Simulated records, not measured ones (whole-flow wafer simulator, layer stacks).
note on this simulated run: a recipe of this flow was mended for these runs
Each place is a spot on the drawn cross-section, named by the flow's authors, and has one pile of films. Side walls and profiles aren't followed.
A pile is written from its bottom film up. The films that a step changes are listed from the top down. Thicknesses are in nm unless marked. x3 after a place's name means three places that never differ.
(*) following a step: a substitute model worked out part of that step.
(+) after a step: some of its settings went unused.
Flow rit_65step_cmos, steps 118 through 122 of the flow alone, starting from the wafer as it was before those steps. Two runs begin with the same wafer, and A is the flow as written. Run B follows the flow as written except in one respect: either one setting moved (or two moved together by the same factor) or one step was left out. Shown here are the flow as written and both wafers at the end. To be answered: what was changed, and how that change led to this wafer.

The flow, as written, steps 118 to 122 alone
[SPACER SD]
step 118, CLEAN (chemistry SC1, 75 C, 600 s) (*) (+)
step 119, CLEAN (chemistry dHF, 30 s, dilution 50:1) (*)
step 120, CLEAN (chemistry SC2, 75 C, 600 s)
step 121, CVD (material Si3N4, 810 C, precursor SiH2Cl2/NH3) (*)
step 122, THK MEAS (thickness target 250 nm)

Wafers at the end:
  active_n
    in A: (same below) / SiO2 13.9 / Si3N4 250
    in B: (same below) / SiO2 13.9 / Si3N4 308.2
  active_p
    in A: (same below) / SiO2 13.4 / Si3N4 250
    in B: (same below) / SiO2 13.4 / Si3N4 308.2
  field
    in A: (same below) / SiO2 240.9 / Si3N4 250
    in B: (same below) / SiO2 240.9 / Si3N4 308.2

Cause: step 121, CVD: 829 C was run, whereas the flow has 810 C.

The path from the change to this, step by step:
  step 121, CVD (material Si3N4, 810 C, precursor SiH2Cl2/NH3) (*)
      field, field_pw, field_nw and 11 more: A +250 Si3N4 (new film) | B +308.2 Si3N4 (new film)
